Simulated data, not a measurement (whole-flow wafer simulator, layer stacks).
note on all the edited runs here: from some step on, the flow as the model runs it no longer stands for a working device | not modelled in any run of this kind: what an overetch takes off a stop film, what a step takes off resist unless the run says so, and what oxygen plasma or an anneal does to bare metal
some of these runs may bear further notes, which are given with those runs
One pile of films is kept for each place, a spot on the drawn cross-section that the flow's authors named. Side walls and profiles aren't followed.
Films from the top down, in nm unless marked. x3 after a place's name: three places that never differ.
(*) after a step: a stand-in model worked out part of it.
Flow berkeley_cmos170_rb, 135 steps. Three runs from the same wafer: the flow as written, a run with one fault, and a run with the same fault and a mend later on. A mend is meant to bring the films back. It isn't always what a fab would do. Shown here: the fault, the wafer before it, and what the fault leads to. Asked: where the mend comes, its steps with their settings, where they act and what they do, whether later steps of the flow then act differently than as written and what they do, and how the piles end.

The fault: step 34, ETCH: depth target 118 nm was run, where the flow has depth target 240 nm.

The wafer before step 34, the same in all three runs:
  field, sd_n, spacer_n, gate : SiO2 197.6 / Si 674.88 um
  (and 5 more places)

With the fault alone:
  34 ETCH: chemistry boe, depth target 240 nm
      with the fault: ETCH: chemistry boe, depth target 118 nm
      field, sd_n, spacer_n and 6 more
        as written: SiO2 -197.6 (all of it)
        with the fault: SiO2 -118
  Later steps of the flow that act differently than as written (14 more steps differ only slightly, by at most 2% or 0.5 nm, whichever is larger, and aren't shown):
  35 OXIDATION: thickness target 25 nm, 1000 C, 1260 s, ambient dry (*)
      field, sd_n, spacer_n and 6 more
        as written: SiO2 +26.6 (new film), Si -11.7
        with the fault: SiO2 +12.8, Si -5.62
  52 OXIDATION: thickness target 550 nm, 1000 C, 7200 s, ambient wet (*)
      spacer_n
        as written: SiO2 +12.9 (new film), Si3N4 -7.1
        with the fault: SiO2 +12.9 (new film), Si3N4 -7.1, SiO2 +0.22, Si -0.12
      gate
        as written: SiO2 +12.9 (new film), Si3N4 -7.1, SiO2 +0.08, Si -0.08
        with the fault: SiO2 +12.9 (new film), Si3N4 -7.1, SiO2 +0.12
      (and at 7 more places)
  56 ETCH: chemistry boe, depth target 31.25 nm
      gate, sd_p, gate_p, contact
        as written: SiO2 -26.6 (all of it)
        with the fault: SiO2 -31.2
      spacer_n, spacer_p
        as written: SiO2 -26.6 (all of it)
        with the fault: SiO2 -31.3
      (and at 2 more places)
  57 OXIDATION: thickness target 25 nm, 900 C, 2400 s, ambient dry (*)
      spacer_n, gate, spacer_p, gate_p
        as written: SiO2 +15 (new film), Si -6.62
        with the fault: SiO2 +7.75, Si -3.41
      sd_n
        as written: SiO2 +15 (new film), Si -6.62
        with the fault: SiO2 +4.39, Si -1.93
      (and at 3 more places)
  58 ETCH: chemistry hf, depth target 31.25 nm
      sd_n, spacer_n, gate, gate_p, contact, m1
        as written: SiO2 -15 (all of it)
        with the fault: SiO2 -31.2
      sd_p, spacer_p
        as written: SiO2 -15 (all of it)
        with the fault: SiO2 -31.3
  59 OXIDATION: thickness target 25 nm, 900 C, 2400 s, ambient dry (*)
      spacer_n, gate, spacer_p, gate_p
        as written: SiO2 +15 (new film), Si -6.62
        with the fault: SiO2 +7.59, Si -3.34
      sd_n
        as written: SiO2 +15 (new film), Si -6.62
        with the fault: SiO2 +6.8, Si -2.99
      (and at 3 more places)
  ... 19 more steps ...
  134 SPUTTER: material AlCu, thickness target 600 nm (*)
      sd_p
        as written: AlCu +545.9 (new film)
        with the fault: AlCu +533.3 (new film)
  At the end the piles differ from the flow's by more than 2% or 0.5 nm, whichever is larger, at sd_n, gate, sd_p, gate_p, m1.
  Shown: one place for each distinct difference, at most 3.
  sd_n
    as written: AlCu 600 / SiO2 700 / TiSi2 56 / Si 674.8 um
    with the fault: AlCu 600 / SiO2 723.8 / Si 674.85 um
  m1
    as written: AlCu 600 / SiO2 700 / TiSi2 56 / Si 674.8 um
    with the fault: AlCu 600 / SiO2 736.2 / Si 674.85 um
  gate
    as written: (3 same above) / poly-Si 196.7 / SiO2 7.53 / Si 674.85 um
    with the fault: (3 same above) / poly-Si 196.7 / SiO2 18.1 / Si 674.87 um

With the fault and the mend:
  The mend comes after step 34.
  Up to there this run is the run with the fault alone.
  34a ETCH: chemistry boe, depth target 122 nm (the flow's step 34 once more, with other settings)
      field, sd_n, spacer_n and 6 more
        SiO2 -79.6 (all of it)
  No later step of the flow acts differently than as written at any place that is followed.
  At the end the piles are the same as the flow's at every place that both follow.
